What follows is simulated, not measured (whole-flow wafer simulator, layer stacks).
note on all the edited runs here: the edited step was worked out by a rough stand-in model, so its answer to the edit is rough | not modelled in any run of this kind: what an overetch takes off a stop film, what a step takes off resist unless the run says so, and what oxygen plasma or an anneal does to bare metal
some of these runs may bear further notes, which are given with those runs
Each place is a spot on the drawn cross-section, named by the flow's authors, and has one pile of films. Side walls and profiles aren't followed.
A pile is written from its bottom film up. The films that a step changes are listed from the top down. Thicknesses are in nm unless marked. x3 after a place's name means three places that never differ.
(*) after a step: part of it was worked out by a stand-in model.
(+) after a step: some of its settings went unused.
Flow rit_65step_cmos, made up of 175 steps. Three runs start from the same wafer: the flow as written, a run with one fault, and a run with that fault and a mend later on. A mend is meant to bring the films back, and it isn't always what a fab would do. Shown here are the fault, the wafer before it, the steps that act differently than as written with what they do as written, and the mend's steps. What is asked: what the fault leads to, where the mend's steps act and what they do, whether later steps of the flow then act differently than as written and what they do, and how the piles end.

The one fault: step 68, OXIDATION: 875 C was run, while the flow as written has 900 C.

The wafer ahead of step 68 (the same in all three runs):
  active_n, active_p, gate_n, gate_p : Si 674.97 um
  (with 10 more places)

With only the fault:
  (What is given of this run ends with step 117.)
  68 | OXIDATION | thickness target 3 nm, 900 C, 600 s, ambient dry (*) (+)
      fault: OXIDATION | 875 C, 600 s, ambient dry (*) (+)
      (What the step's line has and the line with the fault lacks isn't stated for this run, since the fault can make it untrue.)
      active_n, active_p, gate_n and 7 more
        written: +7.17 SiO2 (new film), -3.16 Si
        fault: +3 SiO2 (new film), -1.32 Si
  Steps later in the flow that act otherwise than as written (not shown: 14 more steps that differ only slightly, by at most 2% or 0.5 nm, whichever is larger):
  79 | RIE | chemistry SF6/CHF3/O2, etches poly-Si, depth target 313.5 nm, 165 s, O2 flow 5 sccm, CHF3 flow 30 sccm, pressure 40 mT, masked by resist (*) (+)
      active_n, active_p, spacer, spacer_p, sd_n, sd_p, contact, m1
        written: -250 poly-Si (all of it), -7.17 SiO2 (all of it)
        fault: -250 poly-Si (all of it), -3 SiO2 (all of it)
  After step 117, at gate_n, gate_p, the piles differ from the flow's by more than 2% or 0.5 nm, whichever is larger.
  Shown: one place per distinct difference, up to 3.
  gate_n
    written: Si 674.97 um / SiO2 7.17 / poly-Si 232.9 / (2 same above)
    fault: Si 674.97 um / SiO2 3 / poly-Si 232.9 / (2 same above)

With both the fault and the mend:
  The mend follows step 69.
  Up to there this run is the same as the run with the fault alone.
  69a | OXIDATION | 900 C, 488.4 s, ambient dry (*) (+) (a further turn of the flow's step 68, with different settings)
      active_n, active_p, gate_n and 7 more
        +4 SiO2, -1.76 Si
  Every later step of the flow that is run acts as written, at every place that is followed, to within 2% or 0.5 nm, whichever is larger.
  The piles end only slightly different from the flow's at the places that both follow, by no more than 2% or 0.5 nm, whichever is larger.
